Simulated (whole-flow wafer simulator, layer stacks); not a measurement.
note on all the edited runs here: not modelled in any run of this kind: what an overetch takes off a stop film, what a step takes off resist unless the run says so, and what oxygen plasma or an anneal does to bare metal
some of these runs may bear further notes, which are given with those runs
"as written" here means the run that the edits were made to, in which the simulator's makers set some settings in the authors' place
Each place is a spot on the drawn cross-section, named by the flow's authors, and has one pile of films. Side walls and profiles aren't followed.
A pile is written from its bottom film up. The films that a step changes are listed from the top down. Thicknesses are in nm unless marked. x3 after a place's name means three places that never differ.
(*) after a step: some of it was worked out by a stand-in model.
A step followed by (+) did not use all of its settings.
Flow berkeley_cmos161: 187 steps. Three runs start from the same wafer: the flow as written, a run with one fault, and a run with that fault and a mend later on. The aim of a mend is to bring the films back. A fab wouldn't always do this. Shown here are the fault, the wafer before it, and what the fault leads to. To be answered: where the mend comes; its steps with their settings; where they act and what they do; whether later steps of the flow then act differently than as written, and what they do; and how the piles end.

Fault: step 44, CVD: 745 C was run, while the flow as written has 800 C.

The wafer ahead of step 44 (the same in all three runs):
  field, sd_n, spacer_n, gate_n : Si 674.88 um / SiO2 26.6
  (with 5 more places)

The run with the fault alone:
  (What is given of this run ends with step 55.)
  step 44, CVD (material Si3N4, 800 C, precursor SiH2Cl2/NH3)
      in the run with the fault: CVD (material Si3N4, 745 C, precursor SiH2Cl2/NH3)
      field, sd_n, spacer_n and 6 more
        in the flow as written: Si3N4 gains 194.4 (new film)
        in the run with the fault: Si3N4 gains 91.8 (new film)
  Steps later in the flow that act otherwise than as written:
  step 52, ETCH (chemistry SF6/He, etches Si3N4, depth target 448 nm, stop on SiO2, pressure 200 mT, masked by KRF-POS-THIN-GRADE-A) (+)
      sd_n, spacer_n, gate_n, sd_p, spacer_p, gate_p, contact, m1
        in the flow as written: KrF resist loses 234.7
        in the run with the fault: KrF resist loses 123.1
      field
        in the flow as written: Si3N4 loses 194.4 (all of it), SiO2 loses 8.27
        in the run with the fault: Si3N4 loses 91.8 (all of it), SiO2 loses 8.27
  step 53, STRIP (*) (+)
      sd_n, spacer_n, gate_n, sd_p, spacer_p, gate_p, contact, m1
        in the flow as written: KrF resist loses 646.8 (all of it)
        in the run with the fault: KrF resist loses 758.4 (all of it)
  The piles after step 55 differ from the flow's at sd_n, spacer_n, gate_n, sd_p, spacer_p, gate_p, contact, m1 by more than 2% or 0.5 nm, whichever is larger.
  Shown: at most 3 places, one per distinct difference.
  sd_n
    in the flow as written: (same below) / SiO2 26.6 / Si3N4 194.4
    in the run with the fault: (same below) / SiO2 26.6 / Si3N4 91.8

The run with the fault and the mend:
  After step 44 comes the mend.
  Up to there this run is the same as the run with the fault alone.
  step 44a, ETCH (chemistry h3po4, depth target 105.5 nm)
      field, sd_n, spacer_n and 6 more
        Si3N4 loses 91.8 (all of it)
  step 44b, CLEAN (chemistry SPM) (the flow's step 36, run once more)
      alters no film at any place that is followed
  step 44c, CVD (material Si3N4, 800 C, precursor SiH2Cl2/NH3) (the flow's step 44, run once more)
      field, sd_n, spacer_n and 6 more
        Si3N4 gains 194.4 (new film)
  Every later step of the flow that is run acts as written at every place that is followed.
  At every place that both follow, the piles at the end match the flow's.
